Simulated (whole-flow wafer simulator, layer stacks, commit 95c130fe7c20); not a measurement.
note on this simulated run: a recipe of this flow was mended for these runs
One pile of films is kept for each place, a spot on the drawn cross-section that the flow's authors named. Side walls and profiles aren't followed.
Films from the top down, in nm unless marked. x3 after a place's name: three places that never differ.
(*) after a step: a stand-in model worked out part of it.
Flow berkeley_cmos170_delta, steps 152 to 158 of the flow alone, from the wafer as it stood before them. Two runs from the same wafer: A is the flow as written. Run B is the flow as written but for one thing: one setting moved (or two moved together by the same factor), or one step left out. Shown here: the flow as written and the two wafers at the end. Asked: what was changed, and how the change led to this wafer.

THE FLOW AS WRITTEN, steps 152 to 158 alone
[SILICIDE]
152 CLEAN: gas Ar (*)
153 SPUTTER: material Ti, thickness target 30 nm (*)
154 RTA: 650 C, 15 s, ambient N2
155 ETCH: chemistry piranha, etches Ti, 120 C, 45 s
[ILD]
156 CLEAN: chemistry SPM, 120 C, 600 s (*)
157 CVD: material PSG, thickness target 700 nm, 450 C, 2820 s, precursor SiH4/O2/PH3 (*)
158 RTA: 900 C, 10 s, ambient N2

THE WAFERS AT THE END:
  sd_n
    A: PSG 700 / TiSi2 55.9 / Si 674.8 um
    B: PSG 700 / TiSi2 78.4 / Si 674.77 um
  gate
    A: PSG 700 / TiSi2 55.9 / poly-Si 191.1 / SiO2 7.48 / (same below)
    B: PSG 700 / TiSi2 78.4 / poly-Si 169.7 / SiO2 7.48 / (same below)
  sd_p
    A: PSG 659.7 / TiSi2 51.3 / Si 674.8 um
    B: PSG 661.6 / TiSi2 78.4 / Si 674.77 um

The cause: step 153, SPUTTER: thickness target 48 nm was run, where the flow has thickness target 30 nm.

How the change led to this, step by step:
  153 SPUTTER: material Ti, thickness target 30 nm (*)
      field, sd_n, spacer_n, gate, spacer_p, gate_p, contact x2: A Ti +30 (new film) | B Ti +48 (new film)
      sd_p: A Ti +27.5 (new film) | B Ti +44 (new film)
  154 RTA: 650 C, 15 s, ambient N2
      sd_n, contact x2: A Ti -23.4, TiSi first +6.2 (new film), TiSi2 C49 +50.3 (new film), Si -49 | B Ti -32.8, TiSi first +33.4 (new film), TiSi2 C49 +33.6 (new film), Si -52.2
      gate, gate_p: A Ti -23.4, TiSi first +6.2 (new film), TiSi2 C49 +50.3 (new film), poly-Si -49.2 | B Ti -32.8, TiSi first +33.4 (new film), TiSi2 C49 +33.6 (new film), poly-Si -52.4
      (and at 1 more place)
  155 ETCH: chemistry piranha, etches Ti, 120 C, 45 s
      sd_n, gate, gate_p, contact x2: A Ti -6.6 (all of it), TiSi first -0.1 | B Ti -15.2 (all of it), TiSi first -0.09
      field, spacer_n, spacer_p: A Ti -30 (all of it) | B Ti -48 (all of it)
      (and at 1 more place)
  158 RTA: 900 C, 10 s, ambient N2
      sd_n, contact x2: A under 1 film: TiSi2 +55.9 (new film), TiSi first -6.09 (all of it), TiSi2 C49 -50.3 (all of it), Si -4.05 | B under 1 film: TiSi2 +78.4 (new film), TiSi first -33.3 (all of it), TiSi2 C49 -33.6 (all of it), Si -22.1
      gate, gate_p: A under 1 film: TiSi2 +55.9 (new film), TiSi first -6.09 (all of it), TiSi2 C49 -50.3 (all of it), poly-Si -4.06 | B under 1 film: TiSi2 +78.4 (new film), TiSi first -33.3 (all of it), TiSi2 C49 -33.6 (all of it), poly-Si -22.2
      (and at 1 more place)
